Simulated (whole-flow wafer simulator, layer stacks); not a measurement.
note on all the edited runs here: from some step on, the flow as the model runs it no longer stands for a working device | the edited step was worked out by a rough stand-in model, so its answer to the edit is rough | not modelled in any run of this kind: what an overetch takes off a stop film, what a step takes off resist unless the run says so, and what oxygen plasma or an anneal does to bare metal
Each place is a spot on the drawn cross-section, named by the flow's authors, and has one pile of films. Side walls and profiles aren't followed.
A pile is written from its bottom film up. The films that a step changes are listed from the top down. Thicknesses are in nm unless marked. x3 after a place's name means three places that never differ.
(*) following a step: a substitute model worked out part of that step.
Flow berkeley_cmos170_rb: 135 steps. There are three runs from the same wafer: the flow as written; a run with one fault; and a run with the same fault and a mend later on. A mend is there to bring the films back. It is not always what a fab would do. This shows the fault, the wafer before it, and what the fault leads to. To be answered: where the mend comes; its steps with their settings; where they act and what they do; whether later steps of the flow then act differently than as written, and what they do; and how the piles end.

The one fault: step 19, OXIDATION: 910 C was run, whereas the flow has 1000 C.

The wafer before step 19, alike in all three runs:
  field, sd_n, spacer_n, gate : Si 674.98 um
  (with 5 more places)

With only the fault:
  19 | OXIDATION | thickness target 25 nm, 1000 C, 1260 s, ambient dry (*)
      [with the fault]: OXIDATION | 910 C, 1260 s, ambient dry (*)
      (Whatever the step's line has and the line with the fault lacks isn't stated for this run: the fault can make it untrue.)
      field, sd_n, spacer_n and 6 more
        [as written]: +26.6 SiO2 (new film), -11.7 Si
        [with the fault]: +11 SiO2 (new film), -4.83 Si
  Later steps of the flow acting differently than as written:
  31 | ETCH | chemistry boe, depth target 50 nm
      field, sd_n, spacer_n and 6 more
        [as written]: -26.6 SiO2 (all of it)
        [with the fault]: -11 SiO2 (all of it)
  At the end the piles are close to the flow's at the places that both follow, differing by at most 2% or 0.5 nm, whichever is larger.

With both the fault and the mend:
  The mend follows step 20.
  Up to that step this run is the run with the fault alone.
  20a | OXIDATION | 1000 C, 881 s, ambient dry (*) (the flow's step 19, run once more with other settings)
      field, sd_n, spacer_n and 6 more
        +15.6 SiO2, -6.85 Si
  None of the later steps of the flow acts differently than as written at any place that is followed.
  By the end, the piles equal the flow's at every place that both follow.
